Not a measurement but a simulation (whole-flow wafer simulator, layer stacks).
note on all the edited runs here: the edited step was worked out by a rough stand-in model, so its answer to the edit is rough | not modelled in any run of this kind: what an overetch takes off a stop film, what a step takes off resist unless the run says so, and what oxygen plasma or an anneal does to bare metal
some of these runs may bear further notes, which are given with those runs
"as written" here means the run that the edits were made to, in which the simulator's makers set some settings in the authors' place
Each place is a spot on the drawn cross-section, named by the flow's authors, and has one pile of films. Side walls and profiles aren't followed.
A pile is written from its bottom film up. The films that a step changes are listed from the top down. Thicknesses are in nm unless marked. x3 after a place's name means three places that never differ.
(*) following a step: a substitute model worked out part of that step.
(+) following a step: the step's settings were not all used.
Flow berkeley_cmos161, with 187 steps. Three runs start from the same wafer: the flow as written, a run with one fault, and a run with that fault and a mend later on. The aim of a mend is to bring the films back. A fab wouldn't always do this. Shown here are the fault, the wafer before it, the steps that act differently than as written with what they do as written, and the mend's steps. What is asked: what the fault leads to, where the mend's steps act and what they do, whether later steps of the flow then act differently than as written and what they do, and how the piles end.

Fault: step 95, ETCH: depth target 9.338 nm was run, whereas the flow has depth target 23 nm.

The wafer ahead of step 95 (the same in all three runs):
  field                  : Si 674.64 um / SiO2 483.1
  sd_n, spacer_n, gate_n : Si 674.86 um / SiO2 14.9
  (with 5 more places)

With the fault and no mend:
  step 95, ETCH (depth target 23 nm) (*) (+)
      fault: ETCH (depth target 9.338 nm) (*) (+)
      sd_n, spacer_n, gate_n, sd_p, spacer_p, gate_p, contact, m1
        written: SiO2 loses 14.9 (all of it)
        fault: SiO2 loses 9.34
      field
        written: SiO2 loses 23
        fault: SiO2 loses 9.34
  Steps further on in the flow that do not act as written (34 more steps, not shown, differ only slightly: by at most 2% or 0.5 nm, whichever is larger):
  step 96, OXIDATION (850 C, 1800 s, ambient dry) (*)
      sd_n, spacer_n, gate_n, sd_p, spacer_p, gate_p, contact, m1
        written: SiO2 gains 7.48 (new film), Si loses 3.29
        fault: SiO2 gains 5.06, Si loses 2.23
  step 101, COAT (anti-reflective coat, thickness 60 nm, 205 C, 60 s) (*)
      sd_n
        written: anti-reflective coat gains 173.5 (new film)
        fault: anti-reflective coat gains 181.2 (new film)
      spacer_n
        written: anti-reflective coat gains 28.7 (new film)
        fault: anti-reflective coat gains 27 (new film)
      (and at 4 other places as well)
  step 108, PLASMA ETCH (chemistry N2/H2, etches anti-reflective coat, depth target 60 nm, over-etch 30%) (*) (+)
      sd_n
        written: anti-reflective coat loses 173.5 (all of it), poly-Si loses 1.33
        fault: anti-reflective coat loses 181.2 (all of it), poly-Si loses 1.39
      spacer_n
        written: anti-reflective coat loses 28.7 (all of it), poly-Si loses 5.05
        fault: anti-reflective coat loses 27 (all of it), poly-Si loses 5.35
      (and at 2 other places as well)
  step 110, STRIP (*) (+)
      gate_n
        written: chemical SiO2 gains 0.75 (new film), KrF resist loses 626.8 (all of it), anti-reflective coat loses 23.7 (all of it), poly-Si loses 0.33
        fault: chemical SiO2 gains 0.75 (new film), KrF resist loses 633.1 (all of it), anti-reflective coat loses 21.9 (all of it), poly-Si loses 0.33
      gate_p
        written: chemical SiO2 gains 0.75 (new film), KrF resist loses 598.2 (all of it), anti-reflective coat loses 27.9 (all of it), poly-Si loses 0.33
        fault: chemical SiO2 gains 0.75 (new film), KrF resist loses 601.9 (all of it), anti-reflective coat loses 27 (all of it), poly-Si loses 0.33
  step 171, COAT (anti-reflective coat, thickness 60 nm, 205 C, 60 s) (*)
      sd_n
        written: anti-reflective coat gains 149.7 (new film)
        fault: anti-reflective coat gains 160.2 (new film)
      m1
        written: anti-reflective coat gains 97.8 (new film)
        fault: anti-reflective coat gains 100.9 (new film)
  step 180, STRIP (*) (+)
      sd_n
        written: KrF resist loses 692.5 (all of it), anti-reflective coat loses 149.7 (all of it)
        fault: KrF resist loses 690.2 (all of it), anti-reflective coat loses 160.2 (all of it)
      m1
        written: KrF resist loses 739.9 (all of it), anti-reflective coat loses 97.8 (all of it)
        fault: KrF resist loses 744.4 (all of it), anti-reflective coat loses 100.9 (all of it)
  The piles end different from the flow's at field, gate_n, gate_p by more than 2% or 0.5 nm, whichever is larger.
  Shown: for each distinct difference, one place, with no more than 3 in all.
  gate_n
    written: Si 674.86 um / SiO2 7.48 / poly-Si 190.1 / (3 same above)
    fault: Si 674.86 um / SiO2 10.7 / poly-Si 190.1 / (3 same above)
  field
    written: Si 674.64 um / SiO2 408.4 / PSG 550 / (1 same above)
    fault: Si 674.64 um / SiO2 422 / PSG 550 / (1 same above)

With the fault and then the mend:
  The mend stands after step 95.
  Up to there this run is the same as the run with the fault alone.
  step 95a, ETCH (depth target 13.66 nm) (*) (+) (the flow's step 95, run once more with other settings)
      sd_n, spacer_n, gate_n, sd_p, spacer_p, gate_p, contact, m1
        SiO2 loses 5.6 (all of it)
      field
        SiO2 loses 13.7
  Later steps of the flow that are run all act as written at every place that is followed, up to a difference of at most 2% or 0.5 nm, whichever is larger.
  The piles end the same as the flow's at every place that both follow.
